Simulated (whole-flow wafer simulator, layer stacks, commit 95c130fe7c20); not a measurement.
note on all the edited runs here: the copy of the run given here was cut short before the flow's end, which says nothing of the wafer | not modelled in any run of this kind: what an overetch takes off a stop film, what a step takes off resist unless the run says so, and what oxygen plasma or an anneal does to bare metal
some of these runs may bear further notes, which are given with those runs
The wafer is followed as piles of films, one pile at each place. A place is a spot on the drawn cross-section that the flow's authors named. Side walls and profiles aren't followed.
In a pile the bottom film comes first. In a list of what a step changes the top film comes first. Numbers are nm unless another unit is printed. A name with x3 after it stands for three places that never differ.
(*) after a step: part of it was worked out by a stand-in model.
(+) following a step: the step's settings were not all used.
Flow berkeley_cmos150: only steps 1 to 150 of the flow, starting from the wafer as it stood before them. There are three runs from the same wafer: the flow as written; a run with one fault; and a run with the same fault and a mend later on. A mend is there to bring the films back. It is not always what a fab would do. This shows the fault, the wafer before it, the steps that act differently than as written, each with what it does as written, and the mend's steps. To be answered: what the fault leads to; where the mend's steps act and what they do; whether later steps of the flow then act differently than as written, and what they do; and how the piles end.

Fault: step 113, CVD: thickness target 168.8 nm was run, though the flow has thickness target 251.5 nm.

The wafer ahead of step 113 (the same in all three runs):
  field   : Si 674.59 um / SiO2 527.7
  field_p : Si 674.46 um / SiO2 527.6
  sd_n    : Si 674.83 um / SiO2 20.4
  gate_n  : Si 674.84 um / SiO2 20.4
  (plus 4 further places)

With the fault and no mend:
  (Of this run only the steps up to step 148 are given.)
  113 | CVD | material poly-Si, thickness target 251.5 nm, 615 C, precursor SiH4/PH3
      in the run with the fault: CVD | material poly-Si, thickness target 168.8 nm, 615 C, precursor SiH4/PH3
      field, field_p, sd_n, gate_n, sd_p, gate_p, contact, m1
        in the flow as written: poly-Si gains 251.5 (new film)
        in the run with the fault: poly-Si gains 168.8 (new film)
  Steps further on in the flow that do not act as written (not shown: 8 more steps that differ only slightly, by at most 2% or 0.5 nm, whichever is larger):
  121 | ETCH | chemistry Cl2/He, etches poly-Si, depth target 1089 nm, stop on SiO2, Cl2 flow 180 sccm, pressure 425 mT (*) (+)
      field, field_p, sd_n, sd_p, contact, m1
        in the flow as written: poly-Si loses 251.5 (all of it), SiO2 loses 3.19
        in the run with the fault: poly-Si loses 168.8 (all of it), SiO2 loses 3.19
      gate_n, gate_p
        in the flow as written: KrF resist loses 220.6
        in the run with the fault: KrF resist loses 161.5
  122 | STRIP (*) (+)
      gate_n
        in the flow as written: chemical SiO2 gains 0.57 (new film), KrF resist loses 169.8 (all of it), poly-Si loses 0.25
        in the run with the fault: chemical SiO2 gains 0.61 (new film), KrF resist loses 226.8 (all of it), poly-Si loses 0.27
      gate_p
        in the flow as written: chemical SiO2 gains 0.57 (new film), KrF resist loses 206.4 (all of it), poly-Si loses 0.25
        in the run with the fault: chemical SiO2 gains 0.61 (new film), KrF resist loses 263 (all of it), poly-Si loses 0.27
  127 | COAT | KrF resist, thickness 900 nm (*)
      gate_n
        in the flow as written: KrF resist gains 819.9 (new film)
        in the run with the fault: KrF resist gains 876.6 (new film)
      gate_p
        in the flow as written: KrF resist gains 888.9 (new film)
        in the run with the fault: KrF resist gains 946.1 (new film)
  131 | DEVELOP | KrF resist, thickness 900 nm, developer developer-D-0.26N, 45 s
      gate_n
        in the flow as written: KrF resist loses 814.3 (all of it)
        in the run with the fault: KrF resist loses 870.6 (all of it)
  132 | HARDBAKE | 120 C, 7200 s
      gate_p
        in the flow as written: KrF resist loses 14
        in the run with the fault: KrF resist loses 14.9
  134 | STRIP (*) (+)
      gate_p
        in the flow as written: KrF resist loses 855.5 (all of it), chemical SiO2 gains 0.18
        in the run with the fault: KrF resist loses 911.3 (all of it), chemical SiO2 gains 0.18
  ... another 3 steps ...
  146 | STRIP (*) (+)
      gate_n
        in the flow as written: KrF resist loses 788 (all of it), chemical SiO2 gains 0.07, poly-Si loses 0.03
        in the run with the fault: KrF resist loses 843.3 (all of it), chemical SiO2 gains 0.07, poly-Si loses 0.03
  The piles after step 148 differ from the flow's at gate_n, gate_p by more than 2% or 0.5 nm, whichever is larger.
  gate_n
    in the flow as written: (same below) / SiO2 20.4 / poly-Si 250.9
    in the run with the fault: (same below) / SiO2 20.4 / poly-Si 168.2
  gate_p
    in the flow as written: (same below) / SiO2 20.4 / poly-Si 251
    in the run with the fault: (same below) / SiO2 20.4 / poly-Si 168.3

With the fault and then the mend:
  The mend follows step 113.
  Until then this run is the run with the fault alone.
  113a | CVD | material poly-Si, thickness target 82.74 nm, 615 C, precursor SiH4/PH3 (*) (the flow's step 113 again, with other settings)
      field, field_p, sd_n, gate_n, sd_p, gate_p, contact, m1
        poly-Si gains 82.7
  Later steps of the flow that are run all act as written at every place that is followed, up to a difference of at most 2% or 0.5 nm, whichever is larger.
  The piles end only slightly different from the flow's at the places that both follow, by no more than 2% or 0.5 nm, whichever is larger.
